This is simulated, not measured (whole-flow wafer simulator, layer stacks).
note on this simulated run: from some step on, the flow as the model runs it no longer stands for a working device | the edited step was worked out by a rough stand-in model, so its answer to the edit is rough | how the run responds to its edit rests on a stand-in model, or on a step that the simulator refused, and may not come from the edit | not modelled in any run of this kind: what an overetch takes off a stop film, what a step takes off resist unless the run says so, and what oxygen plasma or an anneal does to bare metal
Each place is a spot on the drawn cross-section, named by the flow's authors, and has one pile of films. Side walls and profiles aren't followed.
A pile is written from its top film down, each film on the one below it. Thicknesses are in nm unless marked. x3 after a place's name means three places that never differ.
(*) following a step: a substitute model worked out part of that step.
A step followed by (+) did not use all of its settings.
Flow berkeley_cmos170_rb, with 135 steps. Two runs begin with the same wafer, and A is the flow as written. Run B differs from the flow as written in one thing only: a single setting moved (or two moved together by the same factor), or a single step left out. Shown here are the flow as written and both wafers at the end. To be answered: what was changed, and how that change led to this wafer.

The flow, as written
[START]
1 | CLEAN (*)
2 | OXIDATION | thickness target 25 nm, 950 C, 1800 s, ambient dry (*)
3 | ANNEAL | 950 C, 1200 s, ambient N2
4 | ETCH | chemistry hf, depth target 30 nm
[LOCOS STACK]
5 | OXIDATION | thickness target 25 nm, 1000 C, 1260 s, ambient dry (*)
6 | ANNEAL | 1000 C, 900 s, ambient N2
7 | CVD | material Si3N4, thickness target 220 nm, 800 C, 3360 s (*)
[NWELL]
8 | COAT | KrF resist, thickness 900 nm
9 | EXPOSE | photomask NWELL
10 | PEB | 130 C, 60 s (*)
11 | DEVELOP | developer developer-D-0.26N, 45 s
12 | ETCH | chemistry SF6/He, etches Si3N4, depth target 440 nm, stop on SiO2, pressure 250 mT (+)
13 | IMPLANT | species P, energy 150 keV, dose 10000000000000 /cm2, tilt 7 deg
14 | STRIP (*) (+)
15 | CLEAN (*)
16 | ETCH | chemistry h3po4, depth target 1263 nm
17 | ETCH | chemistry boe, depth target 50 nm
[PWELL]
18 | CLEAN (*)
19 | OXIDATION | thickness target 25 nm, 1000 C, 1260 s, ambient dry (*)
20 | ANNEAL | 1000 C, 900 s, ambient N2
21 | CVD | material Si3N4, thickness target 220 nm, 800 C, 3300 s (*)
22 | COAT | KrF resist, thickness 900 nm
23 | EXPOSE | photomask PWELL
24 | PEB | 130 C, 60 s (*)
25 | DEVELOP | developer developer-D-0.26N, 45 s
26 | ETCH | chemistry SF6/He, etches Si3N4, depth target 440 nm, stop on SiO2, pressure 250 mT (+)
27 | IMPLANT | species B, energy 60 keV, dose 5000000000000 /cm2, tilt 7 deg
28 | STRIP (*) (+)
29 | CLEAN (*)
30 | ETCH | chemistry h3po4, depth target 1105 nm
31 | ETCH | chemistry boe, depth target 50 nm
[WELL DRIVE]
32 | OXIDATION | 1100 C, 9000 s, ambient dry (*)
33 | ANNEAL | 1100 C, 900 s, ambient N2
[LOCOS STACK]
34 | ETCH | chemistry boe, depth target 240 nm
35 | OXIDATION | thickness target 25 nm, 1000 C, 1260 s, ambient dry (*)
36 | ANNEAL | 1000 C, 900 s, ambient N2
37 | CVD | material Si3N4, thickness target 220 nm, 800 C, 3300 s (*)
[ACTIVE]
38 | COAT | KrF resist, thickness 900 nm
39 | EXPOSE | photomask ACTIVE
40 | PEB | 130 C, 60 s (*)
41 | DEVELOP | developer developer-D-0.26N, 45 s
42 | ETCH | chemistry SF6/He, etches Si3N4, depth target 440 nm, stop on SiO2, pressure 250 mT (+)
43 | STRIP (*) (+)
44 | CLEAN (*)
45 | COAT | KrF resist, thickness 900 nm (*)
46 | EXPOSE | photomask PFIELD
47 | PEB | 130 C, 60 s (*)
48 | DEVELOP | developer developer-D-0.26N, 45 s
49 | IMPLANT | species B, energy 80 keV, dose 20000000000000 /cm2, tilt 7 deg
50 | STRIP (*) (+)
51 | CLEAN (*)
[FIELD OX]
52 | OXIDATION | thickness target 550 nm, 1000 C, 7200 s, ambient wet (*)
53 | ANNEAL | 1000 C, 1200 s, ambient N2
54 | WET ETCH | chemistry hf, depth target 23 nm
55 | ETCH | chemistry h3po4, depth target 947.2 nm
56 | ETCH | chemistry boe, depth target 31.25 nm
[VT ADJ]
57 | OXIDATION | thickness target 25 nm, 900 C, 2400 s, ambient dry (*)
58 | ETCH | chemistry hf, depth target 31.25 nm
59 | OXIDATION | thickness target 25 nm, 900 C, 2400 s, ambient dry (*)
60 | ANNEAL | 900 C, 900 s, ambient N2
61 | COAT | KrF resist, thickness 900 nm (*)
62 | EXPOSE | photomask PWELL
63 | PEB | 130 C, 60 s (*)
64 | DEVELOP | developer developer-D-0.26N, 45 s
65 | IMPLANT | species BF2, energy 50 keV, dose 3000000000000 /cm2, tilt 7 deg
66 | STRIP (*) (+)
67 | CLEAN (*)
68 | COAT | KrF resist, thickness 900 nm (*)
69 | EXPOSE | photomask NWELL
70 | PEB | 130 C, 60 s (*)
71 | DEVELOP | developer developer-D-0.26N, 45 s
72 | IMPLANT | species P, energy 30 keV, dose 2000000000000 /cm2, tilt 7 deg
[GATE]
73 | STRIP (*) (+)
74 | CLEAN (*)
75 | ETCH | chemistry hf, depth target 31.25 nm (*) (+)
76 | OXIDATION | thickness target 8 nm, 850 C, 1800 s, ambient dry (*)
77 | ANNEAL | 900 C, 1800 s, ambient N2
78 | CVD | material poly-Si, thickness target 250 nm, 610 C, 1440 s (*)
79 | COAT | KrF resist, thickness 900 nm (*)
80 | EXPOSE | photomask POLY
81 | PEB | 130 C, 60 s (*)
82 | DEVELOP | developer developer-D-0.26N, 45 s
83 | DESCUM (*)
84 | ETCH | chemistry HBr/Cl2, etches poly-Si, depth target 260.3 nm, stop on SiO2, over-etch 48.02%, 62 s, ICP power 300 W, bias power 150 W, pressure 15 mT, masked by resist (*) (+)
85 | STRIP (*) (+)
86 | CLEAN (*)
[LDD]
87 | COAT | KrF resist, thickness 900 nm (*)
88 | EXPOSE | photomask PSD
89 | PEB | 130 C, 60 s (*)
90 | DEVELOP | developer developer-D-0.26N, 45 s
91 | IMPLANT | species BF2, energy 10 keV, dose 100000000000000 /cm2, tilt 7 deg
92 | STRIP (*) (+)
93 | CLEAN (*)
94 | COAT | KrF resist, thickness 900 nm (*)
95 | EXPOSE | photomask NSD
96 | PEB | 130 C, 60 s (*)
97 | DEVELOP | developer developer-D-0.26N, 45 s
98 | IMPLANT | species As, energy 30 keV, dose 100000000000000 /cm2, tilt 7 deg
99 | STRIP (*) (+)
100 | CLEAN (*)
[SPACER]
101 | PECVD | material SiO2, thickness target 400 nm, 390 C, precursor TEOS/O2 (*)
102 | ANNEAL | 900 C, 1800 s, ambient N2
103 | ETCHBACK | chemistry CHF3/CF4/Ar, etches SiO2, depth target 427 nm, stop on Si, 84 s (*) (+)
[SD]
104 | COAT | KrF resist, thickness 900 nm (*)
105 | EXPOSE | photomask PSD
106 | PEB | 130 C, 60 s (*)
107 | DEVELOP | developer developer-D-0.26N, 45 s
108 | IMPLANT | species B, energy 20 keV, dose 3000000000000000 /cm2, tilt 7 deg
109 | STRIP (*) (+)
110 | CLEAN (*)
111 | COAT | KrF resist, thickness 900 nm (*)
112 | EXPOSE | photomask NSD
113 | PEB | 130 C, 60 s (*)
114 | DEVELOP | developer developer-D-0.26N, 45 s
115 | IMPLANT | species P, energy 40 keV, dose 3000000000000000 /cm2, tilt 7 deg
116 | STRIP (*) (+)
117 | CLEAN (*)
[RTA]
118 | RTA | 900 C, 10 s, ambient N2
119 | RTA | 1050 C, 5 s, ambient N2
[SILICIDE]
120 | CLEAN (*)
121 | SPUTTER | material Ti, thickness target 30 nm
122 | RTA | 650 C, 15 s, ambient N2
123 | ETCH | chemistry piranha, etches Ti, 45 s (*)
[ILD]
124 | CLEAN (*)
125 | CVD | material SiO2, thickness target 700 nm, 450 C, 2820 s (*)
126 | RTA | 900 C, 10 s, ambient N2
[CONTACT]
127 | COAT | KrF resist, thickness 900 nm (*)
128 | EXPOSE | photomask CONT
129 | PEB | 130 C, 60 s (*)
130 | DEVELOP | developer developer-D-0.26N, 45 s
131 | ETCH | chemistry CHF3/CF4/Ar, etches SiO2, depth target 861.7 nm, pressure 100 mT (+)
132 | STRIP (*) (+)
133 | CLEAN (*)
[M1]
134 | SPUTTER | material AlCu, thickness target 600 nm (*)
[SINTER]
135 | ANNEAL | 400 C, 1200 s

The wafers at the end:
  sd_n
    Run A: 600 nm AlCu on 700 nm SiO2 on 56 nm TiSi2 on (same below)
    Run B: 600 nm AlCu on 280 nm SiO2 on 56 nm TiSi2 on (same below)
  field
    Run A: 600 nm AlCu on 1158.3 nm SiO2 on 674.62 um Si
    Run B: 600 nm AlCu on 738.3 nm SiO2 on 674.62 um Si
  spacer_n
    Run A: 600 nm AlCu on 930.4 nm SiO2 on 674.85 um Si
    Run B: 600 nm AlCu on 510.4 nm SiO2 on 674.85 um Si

Cause: step 125, CVD: thickness target 280 nm was run, while the flow as written has thickness target 700 nm.
The wafer lets one read it off: sd_n has SiO2 280, and step 125 as written asks for 700 nm.

How this came from the change, step by step:
  125 | CVD | material SiO2, thickness target 700 nm, 450 C, 2820 s (*)
      sd_n, gate, sd_p, gate_p, contact, m1: A +700 SiO2 (new film) | B +280 SiO2 (new film)
      field, spacer_n, spacer_p: A +700 SiO2 | B +280 SiO2
  127 | COAT | KrF resist, thickness 900 nm (*)
      field: A +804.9 KrF resist (new film) | B +785 KrF resist (new film)
      spacer_n: A +819.8 KrF resist (new film) | B +796.3 KrF resist (new film)
      (and at 4 other places as well)
  131 | ETCH | chemistry CHF3/CF4/Ar, etches SiO2, depth target 861.7 nm, pressure 100 mT (+)
      field, sd_n, spacer_n, gate, sd_p, spacer_p, gate_p, m1: A -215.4 KrF resist | B -105 KrF resist
      contact: A -700 SiO2 (all of it), -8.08 TiSi2 | B -280 SiO2 (all of it), -7 TiSi2
  132 | STRIP (*) (+)
      field: A -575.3 KrF resist (all of it) | B -665.8 KrF resist (all of it)
      sd_n: A -780.4 KrF resist (all of it) | B -873.2 KrF resist (all of it)
      (and at 6 other places as well)
  134 | SPUTTER | material AlCu, thickness target 600 nm (*)
      contact: A +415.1 AlCu (new film) | B +536.2 AlCu (new film)
